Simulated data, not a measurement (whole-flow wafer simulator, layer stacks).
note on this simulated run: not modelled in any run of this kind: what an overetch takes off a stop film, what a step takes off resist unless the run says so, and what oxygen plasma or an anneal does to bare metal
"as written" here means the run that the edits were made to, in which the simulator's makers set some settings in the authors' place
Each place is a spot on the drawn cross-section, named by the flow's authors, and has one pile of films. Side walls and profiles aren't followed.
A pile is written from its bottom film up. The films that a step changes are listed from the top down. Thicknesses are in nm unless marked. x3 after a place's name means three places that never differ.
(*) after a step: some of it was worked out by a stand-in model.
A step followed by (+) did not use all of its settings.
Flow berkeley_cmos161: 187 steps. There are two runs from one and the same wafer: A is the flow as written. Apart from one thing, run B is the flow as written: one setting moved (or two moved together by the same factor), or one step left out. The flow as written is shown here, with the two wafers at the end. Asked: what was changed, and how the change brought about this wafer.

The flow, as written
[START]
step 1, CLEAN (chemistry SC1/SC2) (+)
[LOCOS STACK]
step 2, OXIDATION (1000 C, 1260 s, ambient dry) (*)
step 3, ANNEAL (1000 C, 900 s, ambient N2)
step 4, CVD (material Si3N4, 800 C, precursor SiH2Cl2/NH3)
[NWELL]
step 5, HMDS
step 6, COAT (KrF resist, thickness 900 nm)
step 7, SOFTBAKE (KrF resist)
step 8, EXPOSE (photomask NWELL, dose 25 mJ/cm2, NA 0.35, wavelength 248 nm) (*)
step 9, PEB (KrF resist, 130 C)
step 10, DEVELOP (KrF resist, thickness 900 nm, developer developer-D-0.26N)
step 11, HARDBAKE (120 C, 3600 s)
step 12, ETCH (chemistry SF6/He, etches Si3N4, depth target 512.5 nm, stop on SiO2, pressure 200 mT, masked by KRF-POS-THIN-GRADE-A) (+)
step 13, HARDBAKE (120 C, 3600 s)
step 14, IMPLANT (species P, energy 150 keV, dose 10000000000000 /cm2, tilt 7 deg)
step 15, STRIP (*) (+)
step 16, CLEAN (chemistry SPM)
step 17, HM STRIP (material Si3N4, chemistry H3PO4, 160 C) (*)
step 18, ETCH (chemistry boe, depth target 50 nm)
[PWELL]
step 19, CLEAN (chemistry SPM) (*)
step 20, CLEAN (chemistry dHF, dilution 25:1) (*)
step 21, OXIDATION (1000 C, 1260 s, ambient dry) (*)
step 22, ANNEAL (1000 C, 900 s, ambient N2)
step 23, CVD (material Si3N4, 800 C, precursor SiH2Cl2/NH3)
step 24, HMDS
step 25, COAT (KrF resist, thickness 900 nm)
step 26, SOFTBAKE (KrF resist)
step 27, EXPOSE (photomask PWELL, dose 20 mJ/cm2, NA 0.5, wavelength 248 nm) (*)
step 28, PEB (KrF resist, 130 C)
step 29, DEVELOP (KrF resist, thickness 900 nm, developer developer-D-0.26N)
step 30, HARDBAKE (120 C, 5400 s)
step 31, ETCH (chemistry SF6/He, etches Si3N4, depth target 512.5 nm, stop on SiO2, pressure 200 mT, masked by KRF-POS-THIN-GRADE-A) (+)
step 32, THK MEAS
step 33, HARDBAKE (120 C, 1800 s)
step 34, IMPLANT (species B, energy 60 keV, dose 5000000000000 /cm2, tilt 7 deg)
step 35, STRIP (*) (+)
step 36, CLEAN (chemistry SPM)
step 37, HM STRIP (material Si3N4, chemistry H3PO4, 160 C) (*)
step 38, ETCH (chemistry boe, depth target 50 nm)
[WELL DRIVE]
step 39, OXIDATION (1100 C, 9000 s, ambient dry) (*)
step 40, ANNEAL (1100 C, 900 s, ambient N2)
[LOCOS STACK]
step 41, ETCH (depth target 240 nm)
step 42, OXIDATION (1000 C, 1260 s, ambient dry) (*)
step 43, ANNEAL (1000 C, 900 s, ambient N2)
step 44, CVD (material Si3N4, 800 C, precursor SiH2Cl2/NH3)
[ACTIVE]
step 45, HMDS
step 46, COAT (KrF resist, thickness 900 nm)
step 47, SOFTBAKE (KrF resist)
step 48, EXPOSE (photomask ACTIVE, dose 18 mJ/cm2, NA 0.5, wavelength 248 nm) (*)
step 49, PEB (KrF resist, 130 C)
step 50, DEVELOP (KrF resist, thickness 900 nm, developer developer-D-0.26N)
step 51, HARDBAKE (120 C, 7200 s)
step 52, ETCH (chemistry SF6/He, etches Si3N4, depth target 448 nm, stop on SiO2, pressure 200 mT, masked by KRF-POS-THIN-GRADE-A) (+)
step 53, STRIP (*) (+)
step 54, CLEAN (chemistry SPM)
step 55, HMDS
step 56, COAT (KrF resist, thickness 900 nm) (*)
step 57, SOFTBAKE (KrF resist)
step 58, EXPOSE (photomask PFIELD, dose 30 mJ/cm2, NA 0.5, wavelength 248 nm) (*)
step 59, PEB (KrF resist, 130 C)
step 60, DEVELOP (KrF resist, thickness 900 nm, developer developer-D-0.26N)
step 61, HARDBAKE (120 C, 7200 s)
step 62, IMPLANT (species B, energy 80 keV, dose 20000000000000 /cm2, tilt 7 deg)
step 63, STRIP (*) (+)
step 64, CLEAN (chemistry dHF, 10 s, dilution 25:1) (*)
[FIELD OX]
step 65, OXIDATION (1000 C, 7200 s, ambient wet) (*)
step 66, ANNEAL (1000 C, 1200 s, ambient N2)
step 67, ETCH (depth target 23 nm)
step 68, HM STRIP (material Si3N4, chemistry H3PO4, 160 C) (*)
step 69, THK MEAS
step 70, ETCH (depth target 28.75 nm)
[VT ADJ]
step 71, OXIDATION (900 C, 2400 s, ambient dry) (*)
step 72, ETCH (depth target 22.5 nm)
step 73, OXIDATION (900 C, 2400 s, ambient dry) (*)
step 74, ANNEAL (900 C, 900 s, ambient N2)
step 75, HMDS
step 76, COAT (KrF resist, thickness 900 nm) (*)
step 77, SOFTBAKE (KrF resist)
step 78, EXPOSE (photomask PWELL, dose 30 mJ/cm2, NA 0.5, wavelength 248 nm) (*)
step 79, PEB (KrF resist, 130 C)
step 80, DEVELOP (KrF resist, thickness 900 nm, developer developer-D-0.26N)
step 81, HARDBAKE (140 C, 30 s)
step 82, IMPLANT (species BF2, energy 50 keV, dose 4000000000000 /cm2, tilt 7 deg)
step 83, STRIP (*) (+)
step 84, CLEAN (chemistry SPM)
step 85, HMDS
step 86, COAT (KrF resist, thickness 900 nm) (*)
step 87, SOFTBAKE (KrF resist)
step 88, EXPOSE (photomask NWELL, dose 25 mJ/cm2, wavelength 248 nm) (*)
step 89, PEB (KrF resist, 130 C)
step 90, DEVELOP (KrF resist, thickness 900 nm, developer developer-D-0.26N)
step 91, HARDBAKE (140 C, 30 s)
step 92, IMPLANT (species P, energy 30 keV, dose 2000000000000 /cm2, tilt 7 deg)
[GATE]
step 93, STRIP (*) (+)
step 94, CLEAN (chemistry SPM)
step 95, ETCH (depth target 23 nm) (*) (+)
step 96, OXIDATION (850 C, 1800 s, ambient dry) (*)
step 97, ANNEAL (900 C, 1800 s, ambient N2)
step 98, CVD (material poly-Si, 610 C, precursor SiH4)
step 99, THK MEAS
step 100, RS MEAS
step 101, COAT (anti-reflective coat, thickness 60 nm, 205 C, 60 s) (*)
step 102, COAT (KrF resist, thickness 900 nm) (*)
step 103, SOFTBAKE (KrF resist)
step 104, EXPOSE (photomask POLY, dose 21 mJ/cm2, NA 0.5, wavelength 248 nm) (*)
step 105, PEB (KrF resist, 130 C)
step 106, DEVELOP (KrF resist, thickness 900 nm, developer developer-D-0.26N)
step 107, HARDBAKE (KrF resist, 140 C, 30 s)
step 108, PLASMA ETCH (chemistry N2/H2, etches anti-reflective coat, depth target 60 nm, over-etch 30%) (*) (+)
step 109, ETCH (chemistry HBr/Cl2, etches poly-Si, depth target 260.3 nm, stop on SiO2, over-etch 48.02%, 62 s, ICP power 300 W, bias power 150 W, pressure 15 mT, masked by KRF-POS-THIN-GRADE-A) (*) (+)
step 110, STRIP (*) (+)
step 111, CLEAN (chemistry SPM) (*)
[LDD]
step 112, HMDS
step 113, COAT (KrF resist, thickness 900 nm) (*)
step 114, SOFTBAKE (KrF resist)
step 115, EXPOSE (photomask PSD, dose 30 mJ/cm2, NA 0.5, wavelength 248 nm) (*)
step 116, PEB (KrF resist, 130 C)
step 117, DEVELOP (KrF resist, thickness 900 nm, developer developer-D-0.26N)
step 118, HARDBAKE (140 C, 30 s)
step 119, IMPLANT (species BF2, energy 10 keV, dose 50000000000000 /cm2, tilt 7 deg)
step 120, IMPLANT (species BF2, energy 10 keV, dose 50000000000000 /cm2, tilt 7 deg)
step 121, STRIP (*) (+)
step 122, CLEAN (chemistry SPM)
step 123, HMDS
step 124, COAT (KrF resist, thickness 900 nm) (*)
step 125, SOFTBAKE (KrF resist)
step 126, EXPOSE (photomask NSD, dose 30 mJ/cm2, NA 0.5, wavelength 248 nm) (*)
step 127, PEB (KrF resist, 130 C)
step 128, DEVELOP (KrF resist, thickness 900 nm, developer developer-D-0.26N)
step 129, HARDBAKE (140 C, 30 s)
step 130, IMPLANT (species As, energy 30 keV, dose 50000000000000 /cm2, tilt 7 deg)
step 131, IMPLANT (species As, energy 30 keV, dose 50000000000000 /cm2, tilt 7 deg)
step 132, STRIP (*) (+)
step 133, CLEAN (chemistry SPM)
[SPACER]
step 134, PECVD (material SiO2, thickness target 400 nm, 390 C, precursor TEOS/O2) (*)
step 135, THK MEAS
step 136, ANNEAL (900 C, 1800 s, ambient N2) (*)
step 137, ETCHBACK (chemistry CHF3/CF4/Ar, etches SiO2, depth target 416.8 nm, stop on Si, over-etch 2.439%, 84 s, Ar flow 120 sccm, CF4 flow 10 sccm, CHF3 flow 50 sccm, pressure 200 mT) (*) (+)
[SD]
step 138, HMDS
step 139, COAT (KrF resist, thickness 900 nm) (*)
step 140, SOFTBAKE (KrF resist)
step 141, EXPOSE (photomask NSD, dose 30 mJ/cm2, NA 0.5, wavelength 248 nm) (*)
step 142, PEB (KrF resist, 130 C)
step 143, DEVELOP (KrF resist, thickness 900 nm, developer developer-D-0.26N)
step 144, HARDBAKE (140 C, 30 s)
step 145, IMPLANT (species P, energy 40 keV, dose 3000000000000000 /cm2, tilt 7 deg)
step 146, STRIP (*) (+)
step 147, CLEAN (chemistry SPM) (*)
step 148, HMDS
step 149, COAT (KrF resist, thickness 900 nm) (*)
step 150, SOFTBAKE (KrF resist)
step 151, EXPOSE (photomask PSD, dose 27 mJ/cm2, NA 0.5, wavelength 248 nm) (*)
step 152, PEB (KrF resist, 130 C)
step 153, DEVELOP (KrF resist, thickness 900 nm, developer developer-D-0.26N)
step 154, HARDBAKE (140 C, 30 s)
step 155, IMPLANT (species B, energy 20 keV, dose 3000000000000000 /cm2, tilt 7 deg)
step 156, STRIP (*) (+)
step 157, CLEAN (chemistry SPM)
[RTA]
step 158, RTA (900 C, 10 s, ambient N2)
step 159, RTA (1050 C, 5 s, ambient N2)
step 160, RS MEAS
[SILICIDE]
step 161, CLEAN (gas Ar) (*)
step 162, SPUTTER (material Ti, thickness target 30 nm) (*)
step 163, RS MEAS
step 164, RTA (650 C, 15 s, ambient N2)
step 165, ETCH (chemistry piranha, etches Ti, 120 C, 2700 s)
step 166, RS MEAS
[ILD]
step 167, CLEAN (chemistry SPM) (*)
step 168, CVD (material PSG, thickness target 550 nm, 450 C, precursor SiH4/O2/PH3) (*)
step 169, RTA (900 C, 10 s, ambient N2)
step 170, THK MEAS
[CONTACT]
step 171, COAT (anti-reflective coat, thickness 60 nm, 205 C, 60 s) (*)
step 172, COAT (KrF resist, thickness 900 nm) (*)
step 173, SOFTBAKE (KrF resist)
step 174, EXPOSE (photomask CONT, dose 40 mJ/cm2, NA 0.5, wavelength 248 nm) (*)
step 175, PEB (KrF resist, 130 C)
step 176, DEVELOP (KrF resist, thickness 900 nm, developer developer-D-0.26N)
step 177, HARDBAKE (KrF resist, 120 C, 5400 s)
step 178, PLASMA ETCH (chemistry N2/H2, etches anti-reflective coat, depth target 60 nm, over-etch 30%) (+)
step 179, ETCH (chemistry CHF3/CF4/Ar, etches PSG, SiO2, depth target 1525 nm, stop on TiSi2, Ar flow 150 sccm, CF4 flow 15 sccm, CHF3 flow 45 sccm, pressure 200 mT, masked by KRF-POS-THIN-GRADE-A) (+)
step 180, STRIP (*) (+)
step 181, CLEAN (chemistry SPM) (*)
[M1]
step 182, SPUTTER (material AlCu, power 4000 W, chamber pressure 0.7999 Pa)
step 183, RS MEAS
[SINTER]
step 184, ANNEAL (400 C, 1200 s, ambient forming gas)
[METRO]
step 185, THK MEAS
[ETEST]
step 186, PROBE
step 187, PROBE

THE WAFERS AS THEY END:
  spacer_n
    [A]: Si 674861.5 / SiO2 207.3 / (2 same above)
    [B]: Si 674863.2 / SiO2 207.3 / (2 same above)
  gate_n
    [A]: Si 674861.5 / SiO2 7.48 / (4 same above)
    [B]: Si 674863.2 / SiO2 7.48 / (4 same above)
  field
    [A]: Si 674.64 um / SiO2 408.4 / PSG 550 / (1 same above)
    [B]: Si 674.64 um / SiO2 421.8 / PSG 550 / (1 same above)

The reason: step 72, ETCH: depth target 9 nm was run, though the flow has depth target 22.5 nm.

Step by step, how the change led to this:
  step 72, ETCH (depth target 22.5 nm)
      sd_n, spacer_n, gate_n, sd_p, spacer_p, gate_p, contact, m1: A SiO2 loses 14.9 (all of it) | B SiO2 loses 9
      field: A SiO2 loses 22.5 | B SiO2 loses 9
  step 73, OXIDATION (900 C, 2400 s, ambient dry) (*)
      sd_n, spacer_n, gate_n, sd_p, spacer_p, gate_p, contact, m1: A SiO2 gains 14.9 (new film), Si loses 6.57 | B SiO2 gains 11, Si loses 4.83
  step 95, ETCH (depth target 23 nm) (*) (+)
      sd_n, spacer_n, gate_n, sd_p, spacer_p, gate_p, contact, m1: A SiO2 loses 14.9 (all of it) | B SiO2 loses 16.9 (all of it)
  step 101, COAT (anti-reflective coat, thickness 60 nm, 205 C, 60 s) (*)
      sd_n: A anti-reflective coat gains 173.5 (new film) | B anti-reflective coat gains 182.8 (new film)
      spacer_n: A anti-reflective coat gains 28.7 (new film) | B anti-reflective coat gains 26.6 (new film)
      (also at 4 further places)
  step 108, PLASMA ETCH (chemistry N2/H2, etches anti-reflective coat, depth target 60 nm, over-etch 30%) (*) (+)
      sd_n: A anti-reflective coat loses 173.5 (all of it), poly-Si loses 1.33 | B anti-reflective coat loses 182.8 (all of it), poly-Si loses 1.41
      spacer_n: A anti-reflective coat loses 28.7 (all of it), poly-Si loses 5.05 | B anti-reflective coat loses 26.6 (all of it), poly-Si loses 5.41
      (also at 2 further places)
  step 110, STRIP (*) (+)
      gate_n: A chemical SiO2 gains 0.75 (new film), KrF resist loses 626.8 (all of it), anti-reflective coat loses 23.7 (all of it), poly-Si loses 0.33 | B chemical SiO2 gains 0.75 (new film), KrF resist loses 634.5 (all of it), anti-reflective coat loses 21.6 (all of it), poly-Si loses 0.33
      gate_p: A chemical SiO2 gains 0.75 (new film), KrF resist loses 598.2 (all of it), anti-reflective coat loses 27.9 (all of it), poly-Si loses 0.33 | B chemical SiO2 gains 0.75 (new film), KrF resist loses 602.7 (all of it), anti-reflective coat loses 26.8 (all of it), poly-Si loses 0.33
  step 171, COAT (anti-reflective coat, thickness 60 nm, 205 C, 60 s) (*)
      sd_n: A anti-reflective coat gains 149.7 (new film) | B anti-reflective coat gains 159.4 (new film)
      m1: A anti-reflective coat gains 97.8 (new film) | B anti-reflective coat gains 100.5 (new film)
  step 180, STRIP (*) (+)
      sd_n: A KrF resist loses 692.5 (all of it), anti-reflective coat loses 149.7 (all of it) | B KrF resist loses 690.3 (all of it), anti-reflective coat loses 159.4 (all of it)
      m1: A KrF resist loses 739.9 (all of it), anti-reflective coat loses 97.8 (all of it) | B KrF resist loses 744.2 (all of it), anti-reflective coat loses 100.5 (all of it)
